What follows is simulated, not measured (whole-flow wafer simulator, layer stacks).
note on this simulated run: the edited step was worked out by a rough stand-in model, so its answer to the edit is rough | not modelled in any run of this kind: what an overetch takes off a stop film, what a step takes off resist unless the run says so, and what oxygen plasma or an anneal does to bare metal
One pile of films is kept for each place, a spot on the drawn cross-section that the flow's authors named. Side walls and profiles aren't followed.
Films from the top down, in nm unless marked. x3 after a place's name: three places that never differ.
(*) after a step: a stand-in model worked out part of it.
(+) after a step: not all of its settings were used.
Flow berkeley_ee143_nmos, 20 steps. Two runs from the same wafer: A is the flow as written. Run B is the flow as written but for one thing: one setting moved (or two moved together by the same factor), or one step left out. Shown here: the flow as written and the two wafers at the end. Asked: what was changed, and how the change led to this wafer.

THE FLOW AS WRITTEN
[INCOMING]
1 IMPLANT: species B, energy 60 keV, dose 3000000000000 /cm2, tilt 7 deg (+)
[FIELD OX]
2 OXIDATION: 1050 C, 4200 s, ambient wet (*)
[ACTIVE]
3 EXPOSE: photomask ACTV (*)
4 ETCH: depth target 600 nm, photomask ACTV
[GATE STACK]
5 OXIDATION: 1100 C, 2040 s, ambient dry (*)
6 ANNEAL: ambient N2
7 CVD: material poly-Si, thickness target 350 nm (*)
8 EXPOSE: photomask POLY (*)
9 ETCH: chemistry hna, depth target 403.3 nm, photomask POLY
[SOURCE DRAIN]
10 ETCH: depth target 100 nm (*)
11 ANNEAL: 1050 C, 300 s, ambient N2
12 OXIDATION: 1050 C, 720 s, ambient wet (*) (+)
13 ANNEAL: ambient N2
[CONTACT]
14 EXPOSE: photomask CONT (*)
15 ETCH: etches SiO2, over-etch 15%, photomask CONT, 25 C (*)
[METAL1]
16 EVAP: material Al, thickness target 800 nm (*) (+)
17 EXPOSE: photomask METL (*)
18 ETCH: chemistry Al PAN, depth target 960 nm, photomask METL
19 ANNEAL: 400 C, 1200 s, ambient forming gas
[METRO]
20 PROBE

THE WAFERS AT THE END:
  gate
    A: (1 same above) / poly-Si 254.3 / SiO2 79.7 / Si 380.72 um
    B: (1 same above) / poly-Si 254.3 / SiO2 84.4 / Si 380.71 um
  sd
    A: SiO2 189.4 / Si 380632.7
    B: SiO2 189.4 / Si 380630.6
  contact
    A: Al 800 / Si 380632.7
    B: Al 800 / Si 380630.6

The cause: step 5, OXIDATION: 2244 s was run, where the flow has 2040 s.

How the change led to this, step by step:
  5 OXIDATION: 1100 C, 2040 s, ambient dry (*)
      gate, sd, contact: A SiO2 +79.7 (new film), Si -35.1 | B SiO2 +84.4 (new film), Si -37.1
      field: A SiO2 +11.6, Si -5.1 | B SiO2 +12.7, Si -5.61
  10 ETCH: depth target 100 nm (*)
      sd, contact: A SiO2 -79.7 (all of it) | B SiO2 -84.4 (all of it)
